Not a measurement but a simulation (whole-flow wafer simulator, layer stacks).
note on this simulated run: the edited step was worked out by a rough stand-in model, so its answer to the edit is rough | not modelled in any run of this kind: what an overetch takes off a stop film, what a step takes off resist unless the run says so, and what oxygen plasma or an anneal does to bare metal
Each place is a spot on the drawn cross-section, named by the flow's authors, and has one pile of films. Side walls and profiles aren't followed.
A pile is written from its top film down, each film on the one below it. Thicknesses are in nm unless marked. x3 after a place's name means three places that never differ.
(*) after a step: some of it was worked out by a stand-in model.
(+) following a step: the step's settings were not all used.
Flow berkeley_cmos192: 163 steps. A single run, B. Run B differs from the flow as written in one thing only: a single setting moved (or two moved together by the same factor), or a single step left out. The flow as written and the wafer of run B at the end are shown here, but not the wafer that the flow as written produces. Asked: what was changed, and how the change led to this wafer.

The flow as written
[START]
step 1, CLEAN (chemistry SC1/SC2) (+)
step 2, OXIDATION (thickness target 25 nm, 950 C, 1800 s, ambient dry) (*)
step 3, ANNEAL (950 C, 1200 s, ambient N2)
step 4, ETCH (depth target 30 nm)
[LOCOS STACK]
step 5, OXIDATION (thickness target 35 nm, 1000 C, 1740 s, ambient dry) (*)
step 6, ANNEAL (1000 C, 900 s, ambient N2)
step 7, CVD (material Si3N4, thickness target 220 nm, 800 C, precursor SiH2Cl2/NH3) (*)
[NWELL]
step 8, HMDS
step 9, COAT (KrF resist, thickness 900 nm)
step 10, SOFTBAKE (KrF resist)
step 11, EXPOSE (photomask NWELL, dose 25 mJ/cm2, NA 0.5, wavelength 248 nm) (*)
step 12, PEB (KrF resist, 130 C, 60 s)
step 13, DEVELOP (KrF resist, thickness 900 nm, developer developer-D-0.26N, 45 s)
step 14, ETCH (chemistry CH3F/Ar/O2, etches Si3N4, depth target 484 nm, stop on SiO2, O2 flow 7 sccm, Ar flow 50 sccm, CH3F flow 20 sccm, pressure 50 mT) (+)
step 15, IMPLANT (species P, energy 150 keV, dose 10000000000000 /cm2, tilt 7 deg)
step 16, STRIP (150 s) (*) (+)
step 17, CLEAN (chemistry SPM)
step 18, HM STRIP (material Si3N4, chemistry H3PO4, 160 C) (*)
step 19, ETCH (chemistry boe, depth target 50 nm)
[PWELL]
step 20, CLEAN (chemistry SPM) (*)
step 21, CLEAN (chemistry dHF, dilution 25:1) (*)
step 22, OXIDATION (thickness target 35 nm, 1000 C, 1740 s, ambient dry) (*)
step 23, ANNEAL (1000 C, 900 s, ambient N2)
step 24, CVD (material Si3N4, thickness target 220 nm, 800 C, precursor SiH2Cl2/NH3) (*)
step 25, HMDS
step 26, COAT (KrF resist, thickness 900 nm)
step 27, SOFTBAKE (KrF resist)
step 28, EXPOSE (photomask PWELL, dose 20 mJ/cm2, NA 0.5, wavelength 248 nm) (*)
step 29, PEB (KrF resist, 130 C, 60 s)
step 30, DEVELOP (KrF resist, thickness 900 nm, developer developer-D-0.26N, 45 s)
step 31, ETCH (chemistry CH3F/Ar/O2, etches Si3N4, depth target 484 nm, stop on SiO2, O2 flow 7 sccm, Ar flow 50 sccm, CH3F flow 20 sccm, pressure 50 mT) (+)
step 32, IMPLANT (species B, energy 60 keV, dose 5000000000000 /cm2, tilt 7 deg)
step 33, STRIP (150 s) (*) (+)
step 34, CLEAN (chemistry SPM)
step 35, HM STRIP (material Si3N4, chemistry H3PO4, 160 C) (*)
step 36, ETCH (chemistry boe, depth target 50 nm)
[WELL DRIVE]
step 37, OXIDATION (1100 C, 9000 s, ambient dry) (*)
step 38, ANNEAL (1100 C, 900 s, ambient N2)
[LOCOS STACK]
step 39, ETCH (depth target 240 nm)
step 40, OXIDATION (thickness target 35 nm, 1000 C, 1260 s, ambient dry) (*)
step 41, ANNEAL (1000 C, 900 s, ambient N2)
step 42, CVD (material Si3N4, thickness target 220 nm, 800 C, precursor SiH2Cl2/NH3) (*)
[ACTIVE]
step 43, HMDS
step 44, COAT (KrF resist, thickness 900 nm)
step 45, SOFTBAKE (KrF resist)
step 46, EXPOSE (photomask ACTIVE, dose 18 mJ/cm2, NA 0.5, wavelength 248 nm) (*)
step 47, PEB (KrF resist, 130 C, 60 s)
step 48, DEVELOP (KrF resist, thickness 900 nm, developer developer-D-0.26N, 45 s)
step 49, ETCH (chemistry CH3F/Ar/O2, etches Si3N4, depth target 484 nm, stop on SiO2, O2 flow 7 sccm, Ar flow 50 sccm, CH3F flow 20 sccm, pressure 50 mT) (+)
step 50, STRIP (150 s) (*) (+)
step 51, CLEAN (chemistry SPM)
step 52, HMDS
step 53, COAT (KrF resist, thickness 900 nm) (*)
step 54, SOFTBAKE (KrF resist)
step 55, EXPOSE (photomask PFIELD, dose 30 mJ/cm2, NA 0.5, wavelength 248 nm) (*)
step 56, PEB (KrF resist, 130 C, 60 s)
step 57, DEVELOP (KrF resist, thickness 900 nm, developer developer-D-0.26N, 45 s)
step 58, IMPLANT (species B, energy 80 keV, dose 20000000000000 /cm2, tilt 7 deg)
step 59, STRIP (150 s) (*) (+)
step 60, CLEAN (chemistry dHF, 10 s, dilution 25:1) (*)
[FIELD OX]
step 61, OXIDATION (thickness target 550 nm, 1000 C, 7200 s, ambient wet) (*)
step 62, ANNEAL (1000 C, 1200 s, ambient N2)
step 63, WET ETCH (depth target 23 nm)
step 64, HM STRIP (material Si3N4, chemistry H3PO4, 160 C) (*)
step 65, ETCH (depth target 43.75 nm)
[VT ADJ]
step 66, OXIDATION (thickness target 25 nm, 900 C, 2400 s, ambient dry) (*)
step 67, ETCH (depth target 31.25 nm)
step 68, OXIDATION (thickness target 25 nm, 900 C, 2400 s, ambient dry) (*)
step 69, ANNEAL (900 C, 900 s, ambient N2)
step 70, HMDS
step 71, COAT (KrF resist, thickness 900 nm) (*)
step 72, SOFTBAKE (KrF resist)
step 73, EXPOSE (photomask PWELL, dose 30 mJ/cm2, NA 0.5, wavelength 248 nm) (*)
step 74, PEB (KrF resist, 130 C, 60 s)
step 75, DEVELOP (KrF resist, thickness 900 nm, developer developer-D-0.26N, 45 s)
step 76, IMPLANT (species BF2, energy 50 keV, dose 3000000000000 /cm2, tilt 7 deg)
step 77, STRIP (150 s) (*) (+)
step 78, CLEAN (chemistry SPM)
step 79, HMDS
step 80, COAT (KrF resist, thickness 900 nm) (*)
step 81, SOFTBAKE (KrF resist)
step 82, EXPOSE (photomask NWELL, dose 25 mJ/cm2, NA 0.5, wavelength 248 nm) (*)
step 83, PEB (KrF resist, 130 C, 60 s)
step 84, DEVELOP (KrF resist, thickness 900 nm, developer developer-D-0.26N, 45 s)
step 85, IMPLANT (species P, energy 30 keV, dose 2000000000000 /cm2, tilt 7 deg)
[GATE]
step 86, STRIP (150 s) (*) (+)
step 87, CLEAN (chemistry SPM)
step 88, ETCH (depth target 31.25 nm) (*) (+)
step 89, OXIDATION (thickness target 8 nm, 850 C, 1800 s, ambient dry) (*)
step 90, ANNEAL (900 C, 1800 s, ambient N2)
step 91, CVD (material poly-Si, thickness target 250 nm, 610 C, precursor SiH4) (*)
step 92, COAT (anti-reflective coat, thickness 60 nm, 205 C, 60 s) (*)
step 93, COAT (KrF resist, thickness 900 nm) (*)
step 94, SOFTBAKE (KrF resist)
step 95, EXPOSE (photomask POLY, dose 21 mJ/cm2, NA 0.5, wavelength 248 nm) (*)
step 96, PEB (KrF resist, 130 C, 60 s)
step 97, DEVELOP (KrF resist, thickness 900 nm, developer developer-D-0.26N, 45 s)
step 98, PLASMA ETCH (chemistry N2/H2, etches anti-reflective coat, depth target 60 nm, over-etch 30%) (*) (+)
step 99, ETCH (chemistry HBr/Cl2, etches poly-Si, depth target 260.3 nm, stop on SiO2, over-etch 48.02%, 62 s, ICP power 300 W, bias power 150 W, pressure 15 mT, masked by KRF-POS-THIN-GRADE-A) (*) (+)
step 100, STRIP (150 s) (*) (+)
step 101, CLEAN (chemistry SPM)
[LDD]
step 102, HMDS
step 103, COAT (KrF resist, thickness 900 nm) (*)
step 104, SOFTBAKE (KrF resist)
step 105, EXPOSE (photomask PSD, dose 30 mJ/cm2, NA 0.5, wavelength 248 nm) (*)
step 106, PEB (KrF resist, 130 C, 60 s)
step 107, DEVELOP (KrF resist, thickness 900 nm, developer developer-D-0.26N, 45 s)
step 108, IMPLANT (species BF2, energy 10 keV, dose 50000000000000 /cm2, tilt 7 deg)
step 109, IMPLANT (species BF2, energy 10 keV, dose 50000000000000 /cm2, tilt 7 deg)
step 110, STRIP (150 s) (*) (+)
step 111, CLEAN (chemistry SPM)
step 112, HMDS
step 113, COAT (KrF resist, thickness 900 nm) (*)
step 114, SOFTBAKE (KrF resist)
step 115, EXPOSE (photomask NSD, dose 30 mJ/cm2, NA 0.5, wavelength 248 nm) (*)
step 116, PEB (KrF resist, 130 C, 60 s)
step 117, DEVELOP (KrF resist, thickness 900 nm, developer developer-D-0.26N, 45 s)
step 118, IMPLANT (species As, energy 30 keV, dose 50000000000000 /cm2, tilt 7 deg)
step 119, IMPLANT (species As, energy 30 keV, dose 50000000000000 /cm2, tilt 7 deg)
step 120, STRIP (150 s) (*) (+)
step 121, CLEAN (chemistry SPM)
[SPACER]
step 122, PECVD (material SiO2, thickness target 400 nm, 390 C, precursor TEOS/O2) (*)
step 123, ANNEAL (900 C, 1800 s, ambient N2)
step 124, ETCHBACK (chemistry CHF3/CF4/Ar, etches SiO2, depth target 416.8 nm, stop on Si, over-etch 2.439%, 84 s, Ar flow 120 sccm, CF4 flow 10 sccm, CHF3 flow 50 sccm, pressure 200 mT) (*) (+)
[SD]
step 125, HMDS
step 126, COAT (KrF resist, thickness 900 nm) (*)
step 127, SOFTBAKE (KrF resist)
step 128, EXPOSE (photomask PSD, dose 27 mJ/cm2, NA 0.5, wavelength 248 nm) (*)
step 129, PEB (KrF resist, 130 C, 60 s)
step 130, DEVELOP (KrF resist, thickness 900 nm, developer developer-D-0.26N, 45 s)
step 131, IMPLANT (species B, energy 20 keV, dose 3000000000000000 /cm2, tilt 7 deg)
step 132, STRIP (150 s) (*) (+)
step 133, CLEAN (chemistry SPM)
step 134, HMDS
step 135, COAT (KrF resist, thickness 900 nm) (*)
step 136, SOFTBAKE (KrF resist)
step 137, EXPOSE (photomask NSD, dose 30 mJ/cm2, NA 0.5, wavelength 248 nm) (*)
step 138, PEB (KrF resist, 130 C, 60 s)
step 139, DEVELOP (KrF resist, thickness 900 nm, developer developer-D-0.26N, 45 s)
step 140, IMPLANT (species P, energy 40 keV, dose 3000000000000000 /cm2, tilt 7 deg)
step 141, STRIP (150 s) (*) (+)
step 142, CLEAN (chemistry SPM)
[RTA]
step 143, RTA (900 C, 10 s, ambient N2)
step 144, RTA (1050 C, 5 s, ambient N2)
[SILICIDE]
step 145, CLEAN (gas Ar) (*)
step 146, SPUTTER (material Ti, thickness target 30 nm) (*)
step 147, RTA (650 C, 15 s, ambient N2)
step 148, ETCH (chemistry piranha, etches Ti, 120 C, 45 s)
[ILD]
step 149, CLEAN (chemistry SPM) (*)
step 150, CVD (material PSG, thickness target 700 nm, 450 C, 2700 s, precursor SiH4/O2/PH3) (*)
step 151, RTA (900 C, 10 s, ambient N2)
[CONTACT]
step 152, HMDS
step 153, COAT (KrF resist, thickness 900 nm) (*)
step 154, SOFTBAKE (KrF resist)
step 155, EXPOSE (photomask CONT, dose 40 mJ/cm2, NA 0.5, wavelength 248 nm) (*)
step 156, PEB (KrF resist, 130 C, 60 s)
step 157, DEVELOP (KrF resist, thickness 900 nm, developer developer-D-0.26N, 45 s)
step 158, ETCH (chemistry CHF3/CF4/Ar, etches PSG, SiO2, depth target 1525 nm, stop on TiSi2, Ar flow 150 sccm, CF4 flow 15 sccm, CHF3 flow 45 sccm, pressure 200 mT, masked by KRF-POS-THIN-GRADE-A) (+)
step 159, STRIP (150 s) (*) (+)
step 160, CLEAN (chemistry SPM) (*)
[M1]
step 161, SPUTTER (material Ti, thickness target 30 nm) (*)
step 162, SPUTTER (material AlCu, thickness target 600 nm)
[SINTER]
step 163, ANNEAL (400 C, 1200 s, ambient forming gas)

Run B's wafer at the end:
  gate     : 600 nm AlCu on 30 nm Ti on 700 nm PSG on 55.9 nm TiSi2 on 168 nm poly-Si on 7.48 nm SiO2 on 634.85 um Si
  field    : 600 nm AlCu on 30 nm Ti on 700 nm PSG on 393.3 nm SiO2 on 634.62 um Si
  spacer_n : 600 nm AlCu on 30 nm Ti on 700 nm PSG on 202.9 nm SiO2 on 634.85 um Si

Cause: step 91, CVD: thickness target 227 nm was run, while the flow as written has thickness target 250 nm.

How this came from the change, step by step:
  step 91, CVD (material poly-Si, thickness target 250 nm, 610 C, precursor SiH4) (*)
      field, sd_n, spacer_n and 6 more: poly-Si gains 227 (new film) (in the flow as written it would be: poly-Si gains 250 (new film))
  step 99, ETCH (chemistry HBr/Cl2, etches poly-Si, depth target 260.3 nm, stop on SiO2, over-etch 48.02%, 62 s, ICP power 300 W, bias power 150 W, pressure 15 mT, masked by KRF-POS-THIN-GRADE-A) (*) (+)
      spacer_n, spacer_p: poly-Si loses 222.8 (all of it), SiO2 loses 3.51 (in the flow as written it would be: poly-Si loses 245.8 (all of it), SiO2 loses 1.74)
      field: poly-Si loses 222.9 (all of it), SiO2 loses 3.5 (in the flow as written it would be: poly-Si loses 245.8 (all of it), SiO2 loses 1.74)
      (as well as at 4 more places)
  step 103, COAT (KrF resist, thickness 900 nm) (*)
      gate: KrF resist gains 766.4 (new film) (in the flow as written it would be: KrF resist gains 748 (new film))
      gate_p: KrF resist gains 762.4 (new film) (in the flow as written it would be: KrF resist gains 744.1 (new film))
  step 107, DEVELOP (KrF resist, thickness 900 nm, developer developer-D-0.26N, 45 s)
      gate_p: KrF resist loses 761.2 (all of it) (in the flow as written it would be: KrF resist loses 742.9 (all of it))
  step 110, STRIP (150 s) (*) (+)
      gate: KrF resist loses 751 (all of it), chemical SiO2 gains 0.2, poly-Si loses 0.09 (in the flow as written it would be: KrF resist loses 732.7 (all of it), chemical SiO2 gains 0.2, poly-Si loses 0.09)
  step 113, COAT (KrF resist, thickness 900 nm) (*)
      gate: KrF resist gains 766.3 (new film) (in the flow as written it would be: KrF resist gains 747.9 (new film))
      gate_p: KrF resist gains 762.3 (new film) (in the flow as written it would be: KrF resist gains 743.9 (new film))
  step 117, DEVELOP (KrF resist, thickness 900 nm, developer developer-D-0.26N, 45 s)
      gate: KrF resist loses 765.1 (all of it) (in the flow as written it would be: KrF resist loses 746.8 (all of it))
  step 120, STRIP (150 s) (*) (+)
      gate_p: KrF resist loses 746.9 (all of it), chemical SiO2 gains 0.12, poly-Si loses 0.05 (in the flow as written it would be: KrF resist loses 728.6 (all of it), chemical SiO2 gains 0.12, poly-Si loses 0.05)
  step 124, ETCHBACK (chemistry CHF3/CF4/Ar, etches SiO2, depth target 416.8 nm, stop on Si, over-etch 2.439%, 84 s, Ar flow 120 sccm, CF4 flow 10 sccm, CHF3 flow 50 sccm, pressure 200 mT) (*) (+)
      spacer_n: SiO2 loses 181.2 (in the flow as written it would be: SiO2 loses 160)
      spacer_p: SiO2 loses 181.1 (in the flow as written it would be: SiO2 loses 159.9)
  step 126, COAT (KrF resist, thickness 900 nm) (*)
      spacer_n: KrF resist gains 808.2 (new film) (in the flow as written it would be: KrF resist gains 791.6 (new film))
      gate: KrF resist gains 787.7 (new film) (in the flow as written it would be: KrF resist gains 771.5 (new film))
      (as well as at 2 more places)
  step 130, DEVELOP (KrF resist, thickness 900 nm, developer developer-D-0.26N, 45 s)
      spacer_p: KrF resist loses 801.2 (all of it) (in the flow as written it would be: KrF resist loses 784.6 (all of it))
      gate_p: KrF resist loses 780.5 (all of it) (in the flow as written it would be: KrF resist loses 764.3 (all of it))
  step 132, STRIP (150 s) (*) (+)
      spacer_n: KrF resist loses 792.7 (all of it) (in the flow as written it would be: KrF resist loses 776.1 (all of it))
      gate: chemical SiO2 gains 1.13 (new film), KrF resist loses 772.3 (all of it), poly-Si loses 0.5 (in the flow as written it would be: chemical SiO2 gains 1.13 (new film), KrF resist loses 756.1 (all of it), poly-Si loses 0.5)
  step 135, COAT (KrF resist, thickness 900 nm) (*)
      spacer_n: KrF resist gains 807.7 (new film) (in the flow as written it would be: KrF resist gains 791.1 (new film))
      gate: KrF resist gains 786.5 (new film) (in the flow as written it would be: KrF resist gains 770.3 (new film))
      (as well as at 2 more places)
  step 139, DEVELOP (KrF resist, thickness 900 nm, developer developer-D-0.26N, 45 s)
      spacer_n: KrF resist loses 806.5 (all of it) (in the flow as written it would be: KrF resist loses 789.9 (all of it))
      gate: KrF resist loses 785.3 (all of it) (in the flow as written it would be: KrF resist loses 769.1 (all of it))
  step 141, STRIP (150 s) (*) (+)
      spacer_p: KrF resist loses 786.8 (all of it) (in the flow as written it would be: KrF resist loses 770.2 (all of it))
      gate_p: KrF resist loses 765.3 (all of it), chemical SiO2 gains 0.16 (in the flow as written it would be: KrF resist loses 749.1 (all of it), chemical SiO2 gains 0.16)
